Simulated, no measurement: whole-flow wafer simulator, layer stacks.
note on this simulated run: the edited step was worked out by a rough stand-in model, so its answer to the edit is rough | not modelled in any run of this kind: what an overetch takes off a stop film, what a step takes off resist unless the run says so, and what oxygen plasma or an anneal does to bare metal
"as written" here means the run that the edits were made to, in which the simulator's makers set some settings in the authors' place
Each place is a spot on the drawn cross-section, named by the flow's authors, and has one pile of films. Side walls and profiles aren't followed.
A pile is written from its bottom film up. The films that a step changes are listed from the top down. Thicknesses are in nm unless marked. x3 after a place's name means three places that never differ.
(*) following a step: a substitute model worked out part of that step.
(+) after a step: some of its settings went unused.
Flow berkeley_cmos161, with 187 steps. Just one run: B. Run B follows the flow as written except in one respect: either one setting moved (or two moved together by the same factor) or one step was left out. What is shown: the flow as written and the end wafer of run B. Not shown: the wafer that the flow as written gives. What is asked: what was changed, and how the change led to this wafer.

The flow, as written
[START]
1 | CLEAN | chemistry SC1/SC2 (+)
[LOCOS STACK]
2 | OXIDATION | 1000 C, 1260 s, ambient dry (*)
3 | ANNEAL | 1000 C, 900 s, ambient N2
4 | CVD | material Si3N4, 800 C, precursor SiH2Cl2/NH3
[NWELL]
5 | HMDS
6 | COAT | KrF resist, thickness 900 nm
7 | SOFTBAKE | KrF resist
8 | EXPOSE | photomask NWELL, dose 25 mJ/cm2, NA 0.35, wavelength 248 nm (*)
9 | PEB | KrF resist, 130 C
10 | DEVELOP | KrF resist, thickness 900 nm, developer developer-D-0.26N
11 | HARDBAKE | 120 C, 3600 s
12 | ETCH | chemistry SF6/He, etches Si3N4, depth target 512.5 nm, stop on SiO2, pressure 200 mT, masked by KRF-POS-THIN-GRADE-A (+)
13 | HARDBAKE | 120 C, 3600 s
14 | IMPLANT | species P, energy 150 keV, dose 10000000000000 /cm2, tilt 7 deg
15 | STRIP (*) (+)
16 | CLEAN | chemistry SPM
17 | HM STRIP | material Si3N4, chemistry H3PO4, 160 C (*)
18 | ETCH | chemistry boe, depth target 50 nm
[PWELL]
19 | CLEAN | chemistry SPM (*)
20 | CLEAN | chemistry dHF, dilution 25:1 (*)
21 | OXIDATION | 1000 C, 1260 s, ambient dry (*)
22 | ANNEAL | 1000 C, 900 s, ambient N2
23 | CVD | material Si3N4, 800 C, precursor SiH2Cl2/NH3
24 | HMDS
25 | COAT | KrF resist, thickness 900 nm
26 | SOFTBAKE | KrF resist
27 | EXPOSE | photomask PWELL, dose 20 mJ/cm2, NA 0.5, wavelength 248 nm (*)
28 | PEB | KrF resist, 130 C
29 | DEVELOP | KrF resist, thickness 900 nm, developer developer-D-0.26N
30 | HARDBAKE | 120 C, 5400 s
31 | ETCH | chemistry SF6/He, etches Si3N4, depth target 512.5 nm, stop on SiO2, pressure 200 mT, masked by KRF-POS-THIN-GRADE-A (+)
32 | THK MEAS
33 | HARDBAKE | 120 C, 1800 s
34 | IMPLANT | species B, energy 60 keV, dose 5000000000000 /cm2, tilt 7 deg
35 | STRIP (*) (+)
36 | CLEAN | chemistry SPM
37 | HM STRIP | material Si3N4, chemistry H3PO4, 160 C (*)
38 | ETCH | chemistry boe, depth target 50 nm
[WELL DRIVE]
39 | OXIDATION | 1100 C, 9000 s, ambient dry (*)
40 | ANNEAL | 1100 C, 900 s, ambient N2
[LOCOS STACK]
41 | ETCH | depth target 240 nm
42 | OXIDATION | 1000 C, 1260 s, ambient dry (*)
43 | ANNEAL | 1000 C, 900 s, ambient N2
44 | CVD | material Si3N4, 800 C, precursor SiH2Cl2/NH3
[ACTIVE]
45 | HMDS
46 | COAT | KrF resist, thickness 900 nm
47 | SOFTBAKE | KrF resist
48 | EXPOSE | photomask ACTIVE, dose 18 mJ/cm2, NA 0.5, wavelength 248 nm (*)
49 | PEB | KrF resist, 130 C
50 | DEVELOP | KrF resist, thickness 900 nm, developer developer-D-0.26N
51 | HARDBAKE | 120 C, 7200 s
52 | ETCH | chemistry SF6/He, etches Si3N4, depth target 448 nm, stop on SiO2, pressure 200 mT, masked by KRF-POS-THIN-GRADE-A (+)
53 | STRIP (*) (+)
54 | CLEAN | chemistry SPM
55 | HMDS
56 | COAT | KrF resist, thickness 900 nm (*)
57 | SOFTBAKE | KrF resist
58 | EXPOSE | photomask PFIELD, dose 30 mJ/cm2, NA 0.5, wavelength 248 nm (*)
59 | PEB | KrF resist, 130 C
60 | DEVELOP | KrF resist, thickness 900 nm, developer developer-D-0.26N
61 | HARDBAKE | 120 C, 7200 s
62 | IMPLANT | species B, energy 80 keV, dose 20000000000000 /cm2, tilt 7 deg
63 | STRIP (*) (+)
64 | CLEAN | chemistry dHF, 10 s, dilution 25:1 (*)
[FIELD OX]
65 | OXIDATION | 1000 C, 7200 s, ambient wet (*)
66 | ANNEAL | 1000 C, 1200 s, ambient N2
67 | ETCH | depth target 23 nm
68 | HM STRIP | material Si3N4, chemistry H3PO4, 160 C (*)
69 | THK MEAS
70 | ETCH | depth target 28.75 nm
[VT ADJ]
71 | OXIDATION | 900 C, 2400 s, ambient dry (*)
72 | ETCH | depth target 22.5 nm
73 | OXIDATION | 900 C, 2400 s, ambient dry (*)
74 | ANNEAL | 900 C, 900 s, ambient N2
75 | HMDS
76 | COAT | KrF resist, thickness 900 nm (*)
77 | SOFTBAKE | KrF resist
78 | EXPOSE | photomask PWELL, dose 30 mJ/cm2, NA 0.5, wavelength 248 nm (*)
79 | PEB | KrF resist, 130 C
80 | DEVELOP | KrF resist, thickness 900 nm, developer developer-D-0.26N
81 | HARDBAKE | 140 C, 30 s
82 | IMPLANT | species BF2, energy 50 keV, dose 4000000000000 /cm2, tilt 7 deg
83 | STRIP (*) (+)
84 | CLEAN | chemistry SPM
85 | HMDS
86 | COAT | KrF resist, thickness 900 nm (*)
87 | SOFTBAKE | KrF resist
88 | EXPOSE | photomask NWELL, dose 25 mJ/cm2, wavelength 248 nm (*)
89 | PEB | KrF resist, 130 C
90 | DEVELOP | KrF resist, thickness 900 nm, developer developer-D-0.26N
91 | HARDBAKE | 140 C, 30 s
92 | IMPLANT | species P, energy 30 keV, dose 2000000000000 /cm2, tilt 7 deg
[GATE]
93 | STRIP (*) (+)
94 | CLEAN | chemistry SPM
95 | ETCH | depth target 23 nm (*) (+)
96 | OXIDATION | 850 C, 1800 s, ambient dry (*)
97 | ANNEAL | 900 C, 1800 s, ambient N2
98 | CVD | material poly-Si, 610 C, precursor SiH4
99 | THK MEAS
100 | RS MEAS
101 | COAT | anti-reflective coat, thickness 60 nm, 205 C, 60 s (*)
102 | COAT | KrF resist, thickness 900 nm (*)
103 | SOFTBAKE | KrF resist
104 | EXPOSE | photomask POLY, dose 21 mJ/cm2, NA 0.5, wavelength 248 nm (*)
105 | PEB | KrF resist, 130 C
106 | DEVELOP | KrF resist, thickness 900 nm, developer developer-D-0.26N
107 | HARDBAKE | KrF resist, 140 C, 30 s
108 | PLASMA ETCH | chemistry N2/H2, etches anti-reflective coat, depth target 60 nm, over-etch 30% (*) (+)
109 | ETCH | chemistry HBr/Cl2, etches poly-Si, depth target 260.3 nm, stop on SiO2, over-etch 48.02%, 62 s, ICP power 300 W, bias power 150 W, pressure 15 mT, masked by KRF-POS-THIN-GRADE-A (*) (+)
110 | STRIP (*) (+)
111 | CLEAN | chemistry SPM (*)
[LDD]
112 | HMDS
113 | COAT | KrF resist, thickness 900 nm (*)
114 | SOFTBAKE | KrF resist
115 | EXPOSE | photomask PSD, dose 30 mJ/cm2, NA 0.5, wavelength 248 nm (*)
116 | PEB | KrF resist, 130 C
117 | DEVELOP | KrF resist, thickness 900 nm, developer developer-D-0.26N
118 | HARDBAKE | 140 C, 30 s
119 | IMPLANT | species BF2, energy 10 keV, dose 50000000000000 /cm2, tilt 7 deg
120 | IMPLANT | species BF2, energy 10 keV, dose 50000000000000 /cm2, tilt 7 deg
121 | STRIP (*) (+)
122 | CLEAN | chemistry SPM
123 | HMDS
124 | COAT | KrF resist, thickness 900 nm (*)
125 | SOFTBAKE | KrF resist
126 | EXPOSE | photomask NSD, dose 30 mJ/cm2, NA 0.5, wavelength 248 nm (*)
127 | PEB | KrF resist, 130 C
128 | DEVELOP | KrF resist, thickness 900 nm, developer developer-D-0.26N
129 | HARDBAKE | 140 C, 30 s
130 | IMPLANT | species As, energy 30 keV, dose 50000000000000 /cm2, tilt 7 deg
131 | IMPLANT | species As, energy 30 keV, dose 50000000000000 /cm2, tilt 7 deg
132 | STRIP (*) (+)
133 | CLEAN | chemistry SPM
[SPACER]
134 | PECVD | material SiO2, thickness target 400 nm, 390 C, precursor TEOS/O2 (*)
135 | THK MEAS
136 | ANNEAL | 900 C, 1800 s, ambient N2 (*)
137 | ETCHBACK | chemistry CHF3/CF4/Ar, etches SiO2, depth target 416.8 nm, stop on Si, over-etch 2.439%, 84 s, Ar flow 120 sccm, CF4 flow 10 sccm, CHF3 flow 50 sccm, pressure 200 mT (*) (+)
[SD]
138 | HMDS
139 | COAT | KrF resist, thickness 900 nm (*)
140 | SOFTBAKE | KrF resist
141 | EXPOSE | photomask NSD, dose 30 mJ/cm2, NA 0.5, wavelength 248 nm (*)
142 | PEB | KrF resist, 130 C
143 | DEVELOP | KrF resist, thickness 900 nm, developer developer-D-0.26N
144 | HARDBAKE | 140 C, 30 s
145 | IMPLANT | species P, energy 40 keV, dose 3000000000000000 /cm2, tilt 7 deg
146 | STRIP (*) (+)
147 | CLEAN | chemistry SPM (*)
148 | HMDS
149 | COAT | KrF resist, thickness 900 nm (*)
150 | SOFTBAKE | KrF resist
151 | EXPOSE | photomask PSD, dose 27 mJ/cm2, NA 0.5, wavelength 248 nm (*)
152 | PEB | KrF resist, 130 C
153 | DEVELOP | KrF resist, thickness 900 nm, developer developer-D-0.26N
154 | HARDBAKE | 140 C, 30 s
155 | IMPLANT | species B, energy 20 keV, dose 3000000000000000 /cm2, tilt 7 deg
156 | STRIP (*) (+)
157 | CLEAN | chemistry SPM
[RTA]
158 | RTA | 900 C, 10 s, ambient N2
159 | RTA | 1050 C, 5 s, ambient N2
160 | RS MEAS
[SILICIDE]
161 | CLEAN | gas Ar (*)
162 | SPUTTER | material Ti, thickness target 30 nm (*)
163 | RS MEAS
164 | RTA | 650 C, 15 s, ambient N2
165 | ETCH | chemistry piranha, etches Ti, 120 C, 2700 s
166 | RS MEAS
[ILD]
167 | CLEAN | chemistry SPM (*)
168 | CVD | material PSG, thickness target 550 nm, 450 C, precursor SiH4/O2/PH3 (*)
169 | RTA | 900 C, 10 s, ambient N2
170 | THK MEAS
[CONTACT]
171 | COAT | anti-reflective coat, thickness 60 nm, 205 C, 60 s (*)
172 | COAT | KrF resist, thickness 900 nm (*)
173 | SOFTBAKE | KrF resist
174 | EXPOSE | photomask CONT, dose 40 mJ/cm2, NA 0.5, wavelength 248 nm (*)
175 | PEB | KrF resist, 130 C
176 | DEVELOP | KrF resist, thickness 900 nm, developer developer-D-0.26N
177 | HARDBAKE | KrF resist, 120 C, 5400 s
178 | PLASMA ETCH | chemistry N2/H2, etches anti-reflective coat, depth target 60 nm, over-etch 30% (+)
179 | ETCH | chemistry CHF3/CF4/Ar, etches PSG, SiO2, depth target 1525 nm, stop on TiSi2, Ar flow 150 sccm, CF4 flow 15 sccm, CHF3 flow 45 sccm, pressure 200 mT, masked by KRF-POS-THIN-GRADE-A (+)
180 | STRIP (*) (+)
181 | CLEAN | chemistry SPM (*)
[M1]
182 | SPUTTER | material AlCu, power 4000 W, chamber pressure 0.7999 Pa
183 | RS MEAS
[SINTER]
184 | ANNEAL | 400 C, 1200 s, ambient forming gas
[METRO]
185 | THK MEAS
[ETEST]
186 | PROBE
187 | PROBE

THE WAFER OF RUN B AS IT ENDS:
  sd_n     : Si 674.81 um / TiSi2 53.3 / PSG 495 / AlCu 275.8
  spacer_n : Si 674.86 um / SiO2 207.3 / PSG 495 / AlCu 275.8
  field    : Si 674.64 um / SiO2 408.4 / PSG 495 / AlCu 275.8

The reason: step 168, CVD: thickness target 495 nm was run, though the flow has thickness target 550 nm.
One can read it off the wafer: sd_n has PSG 495, and step 168 as written asks for 550 nm.

Step by step, how the change led to this:
  168 | CVD | material PSG, thickness target 550 nm, 450 C, precursor SiH4/O2/PH3 (*)
      field, sd_n, spacer_n, gate_n, spacer_p, gate_p, contact, m1: +495 PSG (new film) (as written it would have been: +550 PSG (new film))
      sd_p: +470.4 PSG (new film) (as written it would have been: +521.9 PSG (new film))
  179 | ETCH | chemistry CHF3/CF4/Ar, etches PSG, SiO2, depth target 1525 nm, stop on TiSi2, Ar flow 150 sccm, CF4 flow 15 sccm, CHF3 flow 45 sccm, pressure 200 mT, masked by KRF-POS-THIN-GRADE-A (+)
      field, sd_n, spacer_n, gate_n, sd_p, spacer_p, gate_p, m1: -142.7 KrF resist (as written it would have been: -156.4 KrF resist)
      contact: -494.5 PSG (all of it), -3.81 TiSi2 (as written it would have been: -549.5 PSG (all of it), -3.81 TiSi2)
  180 | STRIP (*) (+)
      field: -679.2 KrF resist (all of it), -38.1 anti-reflective coat (all of it) (as written it would have been: -665.1 KrF resist (all of it), -38.5 anti-reflective coat (all of it))
      sd_n: -707.5 KrF resist (all of it), -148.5 anti-reflective coat (all of it) (as written it would have been: -692.5 KrF resist (all of it), -149.7 anti-reflective coat (all of it))
      (also at 4 further places)
  182 | SPUTTER | material AlCu, power 4000 W, chamber pressure 0.7999 Pa
      contact: +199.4 AlCu (new film) (as written it would have been: +192.2 AlCu (new film))
